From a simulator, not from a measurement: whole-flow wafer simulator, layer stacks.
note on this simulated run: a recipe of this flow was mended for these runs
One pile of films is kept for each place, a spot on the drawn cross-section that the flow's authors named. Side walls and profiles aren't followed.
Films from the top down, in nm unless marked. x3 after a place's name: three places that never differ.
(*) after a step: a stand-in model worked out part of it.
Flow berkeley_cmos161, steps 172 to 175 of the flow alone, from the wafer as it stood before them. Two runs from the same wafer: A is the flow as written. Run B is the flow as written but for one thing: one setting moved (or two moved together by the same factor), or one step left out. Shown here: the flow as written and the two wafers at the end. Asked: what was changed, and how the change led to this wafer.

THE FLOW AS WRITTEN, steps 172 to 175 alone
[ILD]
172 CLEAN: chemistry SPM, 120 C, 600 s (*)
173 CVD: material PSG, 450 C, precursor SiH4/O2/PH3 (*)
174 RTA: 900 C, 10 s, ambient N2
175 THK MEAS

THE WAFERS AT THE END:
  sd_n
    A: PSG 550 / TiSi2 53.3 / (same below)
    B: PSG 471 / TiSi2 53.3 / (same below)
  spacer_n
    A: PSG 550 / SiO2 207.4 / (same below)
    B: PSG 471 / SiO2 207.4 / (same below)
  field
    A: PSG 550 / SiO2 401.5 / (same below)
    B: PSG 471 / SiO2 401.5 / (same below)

The cause: step 173, CVD: 427 C was run, where the flow has 450 C.

How the change led to this, step by step:
  173 CVD: material PSG, 450 C, precursor SiH4/O2/PH3 (*)
      field, sd_n, spacer_n, gate_n, spacer_p, gate_p, contact x2: A PSG +550 (new film) | B PSG +471 (new film)
      sd_p: A PSG +522.4 (new film) | B PSG +448.2 (new film)
